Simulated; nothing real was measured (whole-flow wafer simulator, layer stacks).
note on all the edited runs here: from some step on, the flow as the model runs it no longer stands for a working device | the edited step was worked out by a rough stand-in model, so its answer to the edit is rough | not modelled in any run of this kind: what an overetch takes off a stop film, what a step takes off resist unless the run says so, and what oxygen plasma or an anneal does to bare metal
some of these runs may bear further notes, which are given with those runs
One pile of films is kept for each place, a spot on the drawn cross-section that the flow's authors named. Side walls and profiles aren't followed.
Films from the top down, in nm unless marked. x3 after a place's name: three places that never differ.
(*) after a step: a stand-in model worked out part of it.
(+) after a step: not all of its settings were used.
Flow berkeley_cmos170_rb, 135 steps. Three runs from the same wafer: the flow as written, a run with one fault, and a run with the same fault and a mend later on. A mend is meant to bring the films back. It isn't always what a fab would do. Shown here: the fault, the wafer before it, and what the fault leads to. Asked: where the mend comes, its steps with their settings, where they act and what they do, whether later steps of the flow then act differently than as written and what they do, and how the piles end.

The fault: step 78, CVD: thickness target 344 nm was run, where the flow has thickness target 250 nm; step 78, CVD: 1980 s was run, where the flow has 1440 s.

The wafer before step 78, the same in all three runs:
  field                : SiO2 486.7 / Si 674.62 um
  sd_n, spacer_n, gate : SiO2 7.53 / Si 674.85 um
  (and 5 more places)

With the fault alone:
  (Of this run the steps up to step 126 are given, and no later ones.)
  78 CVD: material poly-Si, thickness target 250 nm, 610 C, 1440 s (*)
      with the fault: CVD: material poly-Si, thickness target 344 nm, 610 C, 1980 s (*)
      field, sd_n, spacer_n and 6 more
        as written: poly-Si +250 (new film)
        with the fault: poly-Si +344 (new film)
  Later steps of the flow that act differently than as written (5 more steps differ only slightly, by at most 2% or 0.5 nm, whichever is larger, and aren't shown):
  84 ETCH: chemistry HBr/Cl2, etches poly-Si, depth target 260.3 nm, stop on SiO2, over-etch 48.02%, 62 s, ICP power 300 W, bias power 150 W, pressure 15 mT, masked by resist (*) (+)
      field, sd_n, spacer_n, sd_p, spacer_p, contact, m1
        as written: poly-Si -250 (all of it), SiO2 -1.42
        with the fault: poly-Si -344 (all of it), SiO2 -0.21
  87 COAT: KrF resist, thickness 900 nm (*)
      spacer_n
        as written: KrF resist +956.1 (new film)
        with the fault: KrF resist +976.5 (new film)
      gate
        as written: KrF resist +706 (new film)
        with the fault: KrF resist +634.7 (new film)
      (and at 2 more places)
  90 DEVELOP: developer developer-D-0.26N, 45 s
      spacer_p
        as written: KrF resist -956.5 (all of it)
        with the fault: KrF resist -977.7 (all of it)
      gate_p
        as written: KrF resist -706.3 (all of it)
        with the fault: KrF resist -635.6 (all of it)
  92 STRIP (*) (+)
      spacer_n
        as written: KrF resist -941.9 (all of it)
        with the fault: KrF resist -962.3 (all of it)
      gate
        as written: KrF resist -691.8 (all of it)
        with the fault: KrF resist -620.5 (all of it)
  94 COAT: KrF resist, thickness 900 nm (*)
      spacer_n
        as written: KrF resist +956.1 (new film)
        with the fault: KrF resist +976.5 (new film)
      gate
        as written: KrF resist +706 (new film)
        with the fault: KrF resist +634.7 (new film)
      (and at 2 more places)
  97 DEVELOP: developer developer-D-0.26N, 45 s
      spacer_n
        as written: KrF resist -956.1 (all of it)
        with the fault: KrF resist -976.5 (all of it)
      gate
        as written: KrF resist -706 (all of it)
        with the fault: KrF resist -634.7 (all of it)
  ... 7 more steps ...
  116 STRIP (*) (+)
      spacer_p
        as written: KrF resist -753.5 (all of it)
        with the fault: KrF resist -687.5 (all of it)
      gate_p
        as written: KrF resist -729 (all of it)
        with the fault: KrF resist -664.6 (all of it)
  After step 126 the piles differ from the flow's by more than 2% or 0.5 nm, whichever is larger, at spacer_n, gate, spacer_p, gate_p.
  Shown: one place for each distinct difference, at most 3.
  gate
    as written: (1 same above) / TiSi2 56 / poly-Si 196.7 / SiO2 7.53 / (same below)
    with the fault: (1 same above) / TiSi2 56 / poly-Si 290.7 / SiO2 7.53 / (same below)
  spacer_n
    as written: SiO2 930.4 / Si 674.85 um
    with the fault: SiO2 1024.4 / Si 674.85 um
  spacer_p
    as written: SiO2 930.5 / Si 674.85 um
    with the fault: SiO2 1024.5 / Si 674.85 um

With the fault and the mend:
  The mend comes after step 78.
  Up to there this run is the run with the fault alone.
  78a ETCH: chemistry tmah, depth target 94 nm
      field, sd_n, spacer_n and 6 more
        poly-Si -94
  No later step of the flow acts differently than as written at any place that is followed.
  At the end the piles are the same as the flow's at every place that both follow.
